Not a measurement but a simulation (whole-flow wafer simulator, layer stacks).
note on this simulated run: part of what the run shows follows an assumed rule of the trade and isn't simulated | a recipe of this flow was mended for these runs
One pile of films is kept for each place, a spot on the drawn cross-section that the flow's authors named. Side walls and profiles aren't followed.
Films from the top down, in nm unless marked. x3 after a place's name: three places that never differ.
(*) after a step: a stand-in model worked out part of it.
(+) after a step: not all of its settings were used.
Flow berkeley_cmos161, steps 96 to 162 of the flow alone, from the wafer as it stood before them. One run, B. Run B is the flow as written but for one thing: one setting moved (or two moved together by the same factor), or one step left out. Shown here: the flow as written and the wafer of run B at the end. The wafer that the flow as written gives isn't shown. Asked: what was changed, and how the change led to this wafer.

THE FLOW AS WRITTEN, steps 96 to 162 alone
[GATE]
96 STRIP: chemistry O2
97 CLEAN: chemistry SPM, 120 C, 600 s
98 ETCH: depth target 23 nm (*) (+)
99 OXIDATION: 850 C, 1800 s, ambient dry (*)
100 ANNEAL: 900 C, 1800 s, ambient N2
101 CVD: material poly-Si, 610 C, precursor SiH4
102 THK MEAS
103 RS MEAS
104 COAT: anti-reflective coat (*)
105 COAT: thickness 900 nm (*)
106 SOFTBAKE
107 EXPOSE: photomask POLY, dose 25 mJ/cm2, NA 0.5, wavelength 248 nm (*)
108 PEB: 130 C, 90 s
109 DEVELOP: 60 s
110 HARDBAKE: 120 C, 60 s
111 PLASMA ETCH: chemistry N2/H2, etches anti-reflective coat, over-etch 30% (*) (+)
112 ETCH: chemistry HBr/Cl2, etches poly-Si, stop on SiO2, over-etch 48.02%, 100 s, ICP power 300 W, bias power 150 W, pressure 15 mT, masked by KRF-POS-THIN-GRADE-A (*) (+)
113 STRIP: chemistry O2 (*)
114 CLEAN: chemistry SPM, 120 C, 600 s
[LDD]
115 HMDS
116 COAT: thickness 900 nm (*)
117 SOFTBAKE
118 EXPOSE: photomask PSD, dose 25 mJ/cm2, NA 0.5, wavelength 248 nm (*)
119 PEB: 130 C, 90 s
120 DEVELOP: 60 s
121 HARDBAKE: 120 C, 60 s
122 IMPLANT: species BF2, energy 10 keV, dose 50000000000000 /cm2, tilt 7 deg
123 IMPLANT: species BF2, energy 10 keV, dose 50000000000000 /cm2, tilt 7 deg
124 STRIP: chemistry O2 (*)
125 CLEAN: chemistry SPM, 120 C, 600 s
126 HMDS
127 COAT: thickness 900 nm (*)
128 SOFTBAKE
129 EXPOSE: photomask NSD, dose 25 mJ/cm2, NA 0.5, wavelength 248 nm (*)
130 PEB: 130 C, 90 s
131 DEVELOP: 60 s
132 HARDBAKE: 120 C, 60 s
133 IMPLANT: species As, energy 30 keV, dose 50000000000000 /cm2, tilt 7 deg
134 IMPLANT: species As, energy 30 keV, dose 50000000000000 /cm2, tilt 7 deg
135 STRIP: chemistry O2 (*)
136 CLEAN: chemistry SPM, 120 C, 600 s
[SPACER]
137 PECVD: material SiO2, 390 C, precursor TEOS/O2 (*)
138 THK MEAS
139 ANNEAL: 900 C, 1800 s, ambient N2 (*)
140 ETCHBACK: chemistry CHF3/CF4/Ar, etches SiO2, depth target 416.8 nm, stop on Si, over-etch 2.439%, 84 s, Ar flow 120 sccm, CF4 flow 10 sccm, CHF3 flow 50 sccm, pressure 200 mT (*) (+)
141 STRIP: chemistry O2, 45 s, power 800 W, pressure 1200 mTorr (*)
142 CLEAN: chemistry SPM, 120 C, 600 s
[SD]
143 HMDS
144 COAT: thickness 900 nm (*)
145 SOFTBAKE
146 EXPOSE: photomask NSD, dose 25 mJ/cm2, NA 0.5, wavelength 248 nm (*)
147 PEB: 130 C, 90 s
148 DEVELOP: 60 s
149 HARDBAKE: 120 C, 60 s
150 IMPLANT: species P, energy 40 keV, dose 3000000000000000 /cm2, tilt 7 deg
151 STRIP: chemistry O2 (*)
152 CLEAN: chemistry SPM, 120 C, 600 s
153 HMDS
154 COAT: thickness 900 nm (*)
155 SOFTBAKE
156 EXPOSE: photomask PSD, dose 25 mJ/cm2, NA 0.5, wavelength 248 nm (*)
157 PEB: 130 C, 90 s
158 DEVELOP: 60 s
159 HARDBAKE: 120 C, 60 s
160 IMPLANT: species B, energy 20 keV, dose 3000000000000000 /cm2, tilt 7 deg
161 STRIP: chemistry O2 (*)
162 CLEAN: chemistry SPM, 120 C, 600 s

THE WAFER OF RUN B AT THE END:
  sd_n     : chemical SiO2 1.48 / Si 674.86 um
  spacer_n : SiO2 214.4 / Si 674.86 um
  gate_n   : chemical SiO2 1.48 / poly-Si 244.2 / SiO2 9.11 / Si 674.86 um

The cause: step 99, OXIDATION: 869 C was run, where the flow has 850 C.

How the change led to this, step by step:
  99 OXIDATION: 850 C, 1800 s, ambient dry (*)
      sd_n, spacer_n, gate_n, sd_p, spacer_p, gate_p, contact, m1: SiO2 +9.11 (new film), Si -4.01 (as written it would be: SiO2 +7.48 (new film), Si -3.29)
